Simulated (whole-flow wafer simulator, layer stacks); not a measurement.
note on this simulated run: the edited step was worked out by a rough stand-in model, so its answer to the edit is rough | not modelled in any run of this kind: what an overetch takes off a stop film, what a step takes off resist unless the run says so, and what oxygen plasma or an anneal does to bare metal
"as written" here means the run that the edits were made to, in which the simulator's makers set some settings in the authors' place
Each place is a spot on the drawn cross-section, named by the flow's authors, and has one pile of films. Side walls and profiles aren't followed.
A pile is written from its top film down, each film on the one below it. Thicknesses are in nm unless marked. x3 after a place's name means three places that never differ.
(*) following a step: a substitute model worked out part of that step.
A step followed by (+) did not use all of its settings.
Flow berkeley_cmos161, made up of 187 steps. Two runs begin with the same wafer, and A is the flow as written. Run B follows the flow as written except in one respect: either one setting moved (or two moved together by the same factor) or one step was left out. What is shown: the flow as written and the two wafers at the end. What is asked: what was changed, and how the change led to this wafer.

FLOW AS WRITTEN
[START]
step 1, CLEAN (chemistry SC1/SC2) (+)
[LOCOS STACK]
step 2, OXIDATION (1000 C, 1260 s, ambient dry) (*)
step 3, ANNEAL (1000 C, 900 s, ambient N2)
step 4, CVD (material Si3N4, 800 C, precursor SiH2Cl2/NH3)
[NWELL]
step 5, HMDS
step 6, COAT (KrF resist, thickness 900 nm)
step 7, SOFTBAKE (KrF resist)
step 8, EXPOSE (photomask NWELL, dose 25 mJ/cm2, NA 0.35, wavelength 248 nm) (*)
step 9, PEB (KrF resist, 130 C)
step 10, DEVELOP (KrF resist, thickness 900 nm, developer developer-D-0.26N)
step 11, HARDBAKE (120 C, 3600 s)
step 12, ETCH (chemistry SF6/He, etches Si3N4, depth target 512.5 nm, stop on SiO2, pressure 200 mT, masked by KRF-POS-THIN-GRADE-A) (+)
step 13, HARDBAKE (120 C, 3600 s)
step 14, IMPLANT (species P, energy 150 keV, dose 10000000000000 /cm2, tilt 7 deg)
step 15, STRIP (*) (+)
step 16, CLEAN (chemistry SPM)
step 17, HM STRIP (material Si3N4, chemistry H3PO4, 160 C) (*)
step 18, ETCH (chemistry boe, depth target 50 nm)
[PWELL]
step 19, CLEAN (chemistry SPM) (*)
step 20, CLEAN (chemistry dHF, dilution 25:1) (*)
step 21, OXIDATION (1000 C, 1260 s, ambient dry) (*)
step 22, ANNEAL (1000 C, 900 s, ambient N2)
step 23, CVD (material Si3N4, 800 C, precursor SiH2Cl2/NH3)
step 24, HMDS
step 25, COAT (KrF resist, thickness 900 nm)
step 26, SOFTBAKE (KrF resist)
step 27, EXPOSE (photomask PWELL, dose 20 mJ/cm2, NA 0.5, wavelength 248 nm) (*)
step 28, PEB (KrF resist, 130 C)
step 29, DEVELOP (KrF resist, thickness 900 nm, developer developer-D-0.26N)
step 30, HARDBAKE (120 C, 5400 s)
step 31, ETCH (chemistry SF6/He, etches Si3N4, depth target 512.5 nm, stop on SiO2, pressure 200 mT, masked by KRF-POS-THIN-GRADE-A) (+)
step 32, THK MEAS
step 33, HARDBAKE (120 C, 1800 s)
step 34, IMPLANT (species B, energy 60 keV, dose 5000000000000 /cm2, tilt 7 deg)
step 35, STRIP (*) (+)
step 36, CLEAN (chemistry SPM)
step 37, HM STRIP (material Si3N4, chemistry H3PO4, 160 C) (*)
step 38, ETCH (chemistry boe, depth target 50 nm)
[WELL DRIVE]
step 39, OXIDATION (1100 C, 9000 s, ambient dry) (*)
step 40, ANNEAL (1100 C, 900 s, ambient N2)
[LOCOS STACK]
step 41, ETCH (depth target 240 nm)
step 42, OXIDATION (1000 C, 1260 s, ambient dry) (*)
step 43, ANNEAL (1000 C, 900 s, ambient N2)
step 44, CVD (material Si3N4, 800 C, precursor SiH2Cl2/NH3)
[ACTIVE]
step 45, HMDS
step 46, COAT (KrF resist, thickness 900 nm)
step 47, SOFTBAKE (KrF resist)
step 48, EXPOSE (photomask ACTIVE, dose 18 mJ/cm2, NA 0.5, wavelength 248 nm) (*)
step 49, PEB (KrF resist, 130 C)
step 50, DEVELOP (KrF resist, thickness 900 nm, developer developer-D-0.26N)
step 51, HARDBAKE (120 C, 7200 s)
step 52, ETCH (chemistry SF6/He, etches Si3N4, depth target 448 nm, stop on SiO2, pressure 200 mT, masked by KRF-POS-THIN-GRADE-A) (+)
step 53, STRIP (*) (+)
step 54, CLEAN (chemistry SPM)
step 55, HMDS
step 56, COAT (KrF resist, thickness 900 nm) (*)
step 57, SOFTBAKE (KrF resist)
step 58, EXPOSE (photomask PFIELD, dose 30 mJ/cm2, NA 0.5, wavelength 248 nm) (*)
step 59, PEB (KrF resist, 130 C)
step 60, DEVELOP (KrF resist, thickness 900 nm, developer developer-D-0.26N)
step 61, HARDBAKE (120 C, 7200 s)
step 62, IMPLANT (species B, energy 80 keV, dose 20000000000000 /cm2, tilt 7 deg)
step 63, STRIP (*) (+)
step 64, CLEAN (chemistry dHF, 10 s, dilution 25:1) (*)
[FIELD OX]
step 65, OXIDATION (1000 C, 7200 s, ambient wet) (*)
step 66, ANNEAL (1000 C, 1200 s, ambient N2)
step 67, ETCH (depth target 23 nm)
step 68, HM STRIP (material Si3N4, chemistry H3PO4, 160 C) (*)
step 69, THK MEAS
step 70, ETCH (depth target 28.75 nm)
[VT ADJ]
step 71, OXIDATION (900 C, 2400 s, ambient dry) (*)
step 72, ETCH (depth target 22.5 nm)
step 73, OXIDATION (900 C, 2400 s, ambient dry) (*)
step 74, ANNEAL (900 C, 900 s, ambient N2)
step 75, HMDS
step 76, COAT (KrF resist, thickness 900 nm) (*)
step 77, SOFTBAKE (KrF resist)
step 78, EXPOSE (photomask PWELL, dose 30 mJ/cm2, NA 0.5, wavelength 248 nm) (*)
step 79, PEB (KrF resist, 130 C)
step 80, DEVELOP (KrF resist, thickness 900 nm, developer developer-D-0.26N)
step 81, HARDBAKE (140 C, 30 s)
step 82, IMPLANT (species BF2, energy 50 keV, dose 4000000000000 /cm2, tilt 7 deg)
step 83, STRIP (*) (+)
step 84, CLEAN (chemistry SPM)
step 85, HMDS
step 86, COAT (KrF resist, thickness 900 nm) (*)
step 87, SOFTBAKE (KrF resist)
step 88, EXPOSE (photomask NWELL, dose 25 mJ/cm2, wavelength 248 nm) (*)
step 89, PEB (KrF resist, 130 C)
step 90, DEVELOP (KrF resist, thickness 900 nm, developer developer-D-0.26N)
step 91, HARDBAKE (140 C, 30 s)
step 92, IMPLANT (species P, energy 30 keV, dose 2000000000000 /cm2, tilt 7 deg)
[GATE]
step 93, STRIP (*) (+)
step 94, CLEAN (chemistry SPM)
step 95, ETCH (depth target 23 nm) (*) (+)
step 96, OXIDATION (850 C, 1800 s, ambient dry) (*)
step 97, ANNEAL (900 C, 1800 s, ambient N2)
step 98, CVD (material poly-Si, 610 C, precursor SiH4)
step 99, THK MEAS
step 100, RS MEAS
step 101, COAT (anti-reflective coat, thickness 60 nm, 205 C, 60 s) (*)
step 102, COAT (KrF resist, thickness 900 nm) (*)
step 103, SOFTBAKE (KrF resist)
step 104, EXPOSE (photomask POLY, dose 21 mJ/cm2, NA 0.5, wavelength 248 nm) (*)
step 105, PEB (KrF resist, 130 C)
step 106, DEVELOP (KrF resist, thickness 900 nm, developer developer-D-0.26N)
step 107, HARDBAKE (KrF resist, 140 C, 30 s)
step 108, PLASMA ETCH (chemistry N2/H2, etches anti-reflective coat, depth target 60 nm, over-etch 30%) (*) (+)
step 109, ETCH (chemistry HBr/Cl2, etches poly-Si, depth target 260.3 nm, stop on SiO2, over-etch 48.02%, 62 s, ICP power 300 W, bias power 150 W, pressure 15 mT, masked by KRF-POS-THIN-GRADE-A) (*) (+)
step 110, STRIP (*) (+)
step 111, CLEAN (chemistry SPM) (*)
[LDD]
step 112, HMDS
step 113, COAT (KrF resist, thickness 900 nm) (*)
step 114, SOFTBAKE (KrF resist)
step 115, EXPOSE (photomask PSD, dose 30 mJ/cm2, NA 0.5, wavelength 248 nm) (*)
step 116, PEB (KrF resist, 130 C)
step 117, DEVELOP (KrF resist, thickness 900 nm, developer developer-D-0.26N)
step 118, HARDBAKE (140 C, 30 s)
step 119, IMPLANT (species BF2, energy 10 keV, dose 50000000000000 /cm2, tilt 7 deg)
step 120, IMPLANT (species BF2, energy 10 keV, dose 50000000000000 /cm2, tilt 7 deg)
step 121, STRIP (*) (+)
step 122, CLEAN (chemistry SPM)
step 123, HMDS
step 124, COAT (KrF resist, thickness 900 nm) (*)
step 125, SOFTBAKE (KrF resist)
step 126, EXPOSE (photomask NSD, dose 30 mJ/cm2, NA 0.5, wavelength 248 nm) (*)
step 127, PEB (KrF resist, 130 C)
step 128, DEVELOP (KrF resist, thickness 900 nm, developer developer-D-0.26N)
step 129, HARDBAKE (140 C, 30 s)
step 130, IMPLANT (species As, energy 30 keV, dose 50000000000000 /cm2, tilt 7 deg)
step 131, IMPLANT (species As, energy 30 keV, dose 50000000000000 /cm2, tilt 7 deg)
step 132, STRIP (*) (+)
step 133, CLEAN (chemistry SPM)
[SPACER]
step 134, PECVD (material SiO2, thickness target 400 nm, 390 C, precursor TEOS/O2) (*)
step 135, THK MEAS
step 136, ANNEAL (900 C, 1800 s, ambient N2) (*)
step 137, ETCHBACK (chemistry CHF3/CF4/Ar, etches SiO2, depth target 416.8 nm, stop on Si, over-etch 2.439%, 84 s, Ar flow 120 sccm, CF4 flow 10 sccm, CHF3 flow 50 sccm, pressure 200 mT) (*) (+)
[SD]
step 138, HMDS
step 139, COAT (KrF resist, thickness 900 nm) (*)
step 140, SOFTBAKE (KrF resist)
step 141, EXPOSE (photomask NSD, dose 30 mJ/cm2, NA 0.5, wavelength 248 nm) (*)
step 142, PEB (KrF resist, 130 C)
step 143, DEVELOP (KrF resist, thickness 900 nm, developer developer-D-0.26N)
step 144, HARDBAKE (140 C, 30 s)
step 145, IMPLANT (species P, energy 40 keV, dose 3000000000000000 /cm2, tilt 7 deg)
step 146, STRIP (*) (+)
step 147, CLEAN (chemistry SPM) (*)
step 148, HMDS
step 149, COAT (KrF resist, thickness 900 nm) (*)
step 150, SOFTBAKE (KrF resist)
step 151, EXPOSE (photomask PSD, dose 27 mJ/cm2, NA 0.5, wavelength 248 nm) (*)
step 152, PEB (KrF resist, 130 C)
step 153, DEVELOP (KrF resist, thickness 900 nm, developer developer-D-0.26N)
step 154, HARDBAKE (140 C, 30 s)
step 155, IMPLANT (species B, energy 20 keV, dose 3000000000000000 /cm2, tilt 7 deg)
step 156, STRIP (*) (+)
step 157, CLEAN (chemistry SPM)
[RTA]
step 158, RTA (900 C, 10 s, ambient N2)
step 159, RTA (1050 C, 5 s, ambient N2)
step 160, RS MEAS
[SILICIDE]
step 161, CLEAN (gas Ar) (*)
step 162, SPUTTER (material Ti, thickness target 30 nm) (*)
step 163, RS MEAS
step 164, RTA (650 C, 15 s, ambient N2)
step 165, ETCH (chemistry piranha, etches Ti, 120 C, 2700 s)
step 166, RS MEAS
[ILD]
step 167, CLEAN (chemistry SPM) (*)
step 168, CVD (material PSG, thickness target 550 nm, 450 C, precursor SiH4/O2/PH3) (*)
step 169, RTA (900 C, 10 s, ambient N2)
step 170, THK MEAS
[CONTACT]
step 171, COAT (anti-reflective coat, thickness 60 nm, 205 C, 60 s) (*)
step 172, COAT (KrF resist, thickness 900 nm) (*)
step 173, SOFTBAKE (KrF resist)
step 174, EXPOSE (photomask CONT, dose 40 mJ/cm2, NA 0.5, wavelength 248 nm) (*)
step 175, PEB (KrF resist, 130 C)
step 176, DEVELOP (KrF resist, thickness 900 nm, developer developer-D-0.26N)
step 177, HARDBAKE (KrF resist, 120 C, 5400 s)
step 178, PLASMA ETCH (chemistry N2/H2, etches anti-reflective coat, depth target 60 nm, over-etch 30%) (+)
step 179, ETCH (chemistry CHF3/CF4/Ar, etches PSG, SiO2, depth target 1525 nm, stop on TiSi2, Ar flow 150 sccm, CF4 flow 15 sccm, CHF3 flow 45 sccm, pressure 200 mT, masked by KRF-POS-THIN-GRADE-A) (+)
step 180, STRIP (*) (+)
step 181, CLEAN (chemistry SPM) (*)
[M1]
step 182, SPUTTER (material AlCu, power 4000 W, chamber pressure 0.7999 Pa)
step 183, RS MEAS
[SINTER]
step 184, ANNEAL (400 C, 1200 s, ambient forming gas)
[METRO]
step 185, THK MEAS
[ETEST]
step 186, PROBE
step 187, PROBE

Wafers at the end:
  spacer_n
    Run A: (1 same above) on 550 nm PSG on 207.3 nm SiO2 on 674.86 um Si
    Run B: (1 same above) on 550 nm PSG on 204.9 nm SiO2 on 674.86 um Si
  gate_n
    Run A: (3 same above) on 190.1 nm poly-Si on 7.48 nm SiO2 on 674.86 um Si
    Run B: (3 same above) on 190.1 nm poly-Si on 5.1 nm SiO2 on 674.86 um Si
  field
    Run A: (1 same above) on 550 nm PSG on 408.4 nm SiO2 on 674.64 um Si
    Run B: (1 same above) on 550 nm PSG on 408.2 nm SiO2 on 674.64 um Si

What caused this: step 96, OXIDATION: 900 s was run, while the flow as written has 1800 s.

Step by step, how the change led to this:
  step 96, OXIDATION (850 C, 1800 s, ambient dry) (*)
      sd_n, spacer_n, gate_n, sd_p, spacer_p, gate_p, contact, m1: A SiO2 gains 7.48 (new film), Si loses 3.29 | B SiO2 gains 5.1 (new film), Si loses 2.24
